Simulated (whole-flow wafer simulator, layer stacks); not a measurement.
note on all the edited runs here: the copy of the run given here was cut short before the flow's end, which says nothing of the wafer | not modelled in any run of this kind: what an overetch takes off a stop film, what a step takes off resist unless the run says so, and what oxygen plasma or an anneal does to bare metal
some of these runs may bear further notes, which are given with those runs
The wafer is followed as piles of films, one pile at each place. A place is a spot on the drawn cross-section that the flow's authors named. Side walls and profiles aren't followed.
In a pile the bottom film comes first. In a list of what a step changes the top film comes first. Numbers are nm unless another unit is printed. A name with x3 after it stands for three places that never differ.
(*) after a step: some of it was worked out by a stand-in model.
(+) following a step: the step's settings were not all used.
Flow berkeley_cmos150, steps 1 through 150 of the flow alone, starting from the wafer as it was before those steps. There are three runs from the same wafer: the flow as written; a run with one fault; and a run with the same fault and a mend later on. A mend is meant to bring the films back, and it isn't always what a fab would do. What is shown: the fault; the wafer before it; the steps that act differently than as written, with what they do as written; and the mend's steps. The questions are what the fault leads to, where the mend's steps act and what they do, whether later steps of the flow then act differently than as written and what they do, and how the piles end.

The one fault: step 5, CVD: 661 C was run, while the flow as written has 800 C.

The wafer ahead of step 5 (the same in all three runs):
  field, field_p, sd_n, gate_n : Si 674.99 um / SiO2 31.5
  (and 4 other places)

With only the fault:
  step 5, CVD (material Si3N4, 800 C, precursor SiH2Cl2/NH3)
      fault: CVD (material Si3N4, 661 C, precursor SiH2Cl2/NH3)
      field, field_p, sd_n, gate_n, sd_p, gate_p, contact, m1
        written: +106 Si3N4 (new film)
        fault: +8.85 Si3N4 (new film)
  Steps later in the flow that act otherwise than as written (34 other steps are not shown; they differ only slightly, by no more than 2% or 0.5 nm, whichever is larger):
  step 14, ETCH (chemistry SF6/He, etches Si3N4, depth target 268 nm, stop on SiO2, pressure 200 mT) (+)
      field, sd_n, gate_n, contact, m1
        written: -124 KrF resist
        fault: -18.3 KrF resist
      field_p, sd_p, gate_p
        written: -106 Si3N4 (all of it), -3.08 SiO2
        fault: -8.85 Si3N4 (all of it), -3.08 SiO2
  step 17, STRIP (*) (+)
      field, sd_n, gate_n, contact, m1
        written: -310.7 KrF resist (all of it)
        fault: -416.4 KrF resist (all of it)
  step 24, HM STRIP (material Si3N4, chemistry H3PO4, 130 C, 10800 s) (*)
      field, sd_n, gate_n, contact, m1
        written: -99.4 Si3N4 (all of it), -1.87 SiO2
        fault: -2.19 Si3N4 (all of it), -2.7 SiO2
  The piles end only slightly different from the flow's at the places that both follow, by no more than 2% or 0.5 nm, whichever is larger.

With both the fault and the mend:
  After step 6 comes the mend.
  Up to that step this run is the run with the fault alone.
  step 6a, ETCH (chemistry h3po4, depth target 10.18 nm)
      field, field_p, sd_n, gate_n, sd_p, gate_p, contact, m1
        -8.85 Si3N4 (all of it)
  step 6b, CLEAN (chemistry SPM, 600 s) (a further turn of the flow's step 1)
      leaves every film unchanged at each place that is followed
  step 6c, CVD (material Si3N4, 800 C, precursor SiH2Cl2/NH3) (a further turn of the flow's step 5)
      field, field_p, sd_n, gate_n, sd_p, gate_p, contact, m1
        +106 Si3N4 (new film)
  Later steps of the flow that are run all act as written at every place that is followed.
  By the end, the piles equal the flow's at every place that both follow.
